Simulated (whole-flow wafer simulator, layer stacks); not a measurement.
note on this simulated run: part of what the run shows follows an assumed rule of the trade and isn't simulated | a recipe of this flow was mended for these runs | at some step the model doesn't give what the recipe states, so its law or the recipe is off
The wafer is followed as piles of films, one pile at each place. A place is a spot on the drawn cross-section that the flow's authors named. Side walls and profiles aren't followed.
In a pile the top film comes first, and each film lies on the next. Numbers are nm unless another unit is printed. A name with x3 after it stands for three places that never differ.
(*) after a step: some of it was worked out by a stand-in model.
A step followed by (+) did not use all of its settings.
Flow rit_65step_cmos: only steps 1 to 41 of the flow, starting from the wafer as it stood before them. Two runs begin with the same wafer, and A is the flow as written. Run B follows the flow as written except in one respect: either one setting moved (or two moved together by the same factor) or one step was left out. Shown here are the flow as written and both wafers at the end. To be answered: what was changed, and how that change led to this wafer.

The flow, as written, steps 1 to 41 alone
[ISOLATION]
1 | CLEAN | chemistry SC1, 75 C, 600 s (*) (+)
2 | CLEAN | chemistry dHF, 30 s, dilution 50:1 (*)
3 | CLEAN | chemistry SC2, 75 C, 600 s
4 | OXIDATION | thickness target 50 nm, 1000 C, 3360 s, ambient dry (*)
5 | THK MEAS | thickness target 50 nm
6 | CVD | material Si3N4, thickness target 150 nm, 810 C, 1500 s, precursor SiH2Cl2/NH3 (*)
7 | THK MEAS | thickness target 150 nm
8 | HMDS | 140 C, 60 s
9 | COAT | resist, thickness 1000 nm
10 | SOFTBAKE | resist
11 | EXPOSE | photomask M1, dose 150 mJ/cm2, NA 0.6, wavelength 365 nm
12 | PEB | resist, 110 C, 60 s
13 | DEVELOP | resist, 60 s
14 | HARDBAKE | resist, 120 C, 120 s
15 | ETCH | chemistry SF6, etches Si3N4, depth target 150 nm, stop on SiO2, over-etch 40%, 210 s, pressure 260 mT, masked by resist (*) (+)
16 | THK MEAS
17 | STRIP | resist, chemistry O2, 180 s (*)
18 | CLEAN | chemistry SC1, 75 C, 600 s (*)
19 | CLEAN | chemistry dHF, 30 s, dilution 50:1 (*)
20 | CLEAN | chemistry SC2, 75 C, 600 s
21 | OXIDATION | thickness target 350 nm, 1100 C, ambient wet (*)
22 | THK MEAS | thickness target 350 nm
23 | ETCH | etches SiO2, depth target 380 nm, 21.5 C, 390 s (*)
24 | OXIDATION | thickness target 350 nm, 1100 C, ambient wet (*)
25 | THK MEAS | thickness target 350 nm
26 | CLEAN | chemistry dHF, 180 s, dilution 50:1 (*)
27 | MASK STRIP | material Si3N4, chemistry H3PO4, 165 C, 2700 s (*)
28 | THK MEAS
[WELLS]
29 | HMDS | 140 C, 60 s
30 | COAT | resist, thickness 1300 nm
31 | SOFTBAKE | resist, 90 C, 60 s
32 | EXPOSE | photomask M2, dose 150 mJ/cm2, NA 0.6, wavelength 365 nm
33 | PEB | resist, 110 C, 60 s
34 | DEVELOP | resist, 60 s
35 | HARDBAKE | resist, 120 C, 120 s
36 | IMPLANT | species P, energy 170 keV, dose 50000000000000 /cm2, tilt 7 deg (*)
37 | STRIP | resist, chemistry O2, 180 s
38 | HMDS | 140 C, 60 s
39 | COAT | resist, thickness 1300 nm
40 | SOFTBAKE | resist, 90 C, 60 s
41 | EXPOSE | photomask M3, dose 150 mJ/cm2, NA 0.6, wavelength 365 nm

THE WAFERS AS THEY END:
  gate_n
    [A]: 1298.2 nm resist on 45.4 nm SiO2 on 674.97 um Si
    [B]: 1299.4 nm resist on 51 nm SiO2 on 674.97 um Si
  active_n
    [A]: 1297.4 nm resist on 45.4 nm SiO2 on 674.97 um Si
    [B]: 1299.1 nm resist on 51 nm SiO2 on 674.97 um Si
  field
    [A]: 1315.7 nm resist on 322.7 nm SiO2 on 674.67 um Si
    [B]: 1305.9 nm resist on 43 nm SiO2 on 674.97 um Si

Cause: step 6, CVD: thickness target 294 nm was run, while the flow as written has thickness target 150 nm; step 6, CVD: 2944 s was run, where the flow has 1500 s.

How this came from the change, step by step:
  6 | CVD | material Si3N4, thickness target 150 nm, 810 C, 1500 s, precursor SiH2Cl2/NH3 (*)
      field, field_pw, field_nw and 11 more: A +150 Si3N4 (new film) | B +294 Si3N4 (new film)
  15 | ETCH | chemistry SF6, etches Si3N4, depth target 150 nm, stop on SiO2, over-etch 40%, 210 s, pressure 260 mT, masked by resist (*) (+)
      field, field_pw, field_nw, field_p: A -150 Si3N4 (all of it), -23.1 SiO2 | B -210 Si3N4
  18 | CLEAN | chemistry SC1, 75 C, 600 s (*)
      field, field_pw, field_nw, field_p: A -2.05 SiO2 | B -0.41 Si3N4
  19 | CLEAN | chemistry dHF, 30 s, dilution 50:1 (*)
      field, field_pw, field_nw, field_p: A -2.78 SiO2 | B -0.43 Si3N4
  21 | OXIDATION | thickness target 350 nm, 1100 C, ambient wet (*)
      gate_n, gate_p, spacer, spacer_p, sd_n, sd_p, contact, m1: A +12 SiO2 (new film), -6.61 Si3N4, +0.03 SiO2 | B +12 SiO2 (new film), -6.61 Si3N4
      field, field_p: A +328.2 SiO2, -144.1 Si | B +12 SiO2 (new film), -6.61 Si3N4
      (and at 2 other places as well)
  23 | ETCH | etches SiO2, depth target 380 nm, 21.5 C, 390 s (*)
      field, field_p: A -351.3 SiO2 (all of it), -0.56 Si | B -12 SiO2 (all of it), -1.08 Si3N4
      field_pw, field_nw: A -355.4 SiO2 (all of it), -0.49 Si | B -12 SiO2 (all of it), -1.08 Si3N4
      (and at 10 other places as well)
  24 | OXIDATION | thickness target 350 nm, 1100 C, ambient wet (*)
      field, field_pw, field_nw, field_p: A +350 SiO2 (new film), -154 Si | B +12 SiO2 (new film), -6.61 Si3N4
  26 | CLEAN | chemistry dHF, 180 s, dilution 50:1 (*)
      field, field_pw, field_nw, field_p: A -16.7 SiO2 | B -12 SiO2 (all of it), -0.44 Si3N4
  27 | MASK STRIP | material Si3N4, chemistry H3PO4, 165 C, 2700 s (*)
      active_n, active_p, gate_n and 7 more: A -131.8 Si3N4 (all of it), -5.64 SiO2 | B -278.4 Si3N4 (all of it)
      field, field_pw, field_nw, field_p: A -10.7 SiO2 | B -68.4 Si3N4 (all of it), -8.06 SiO2
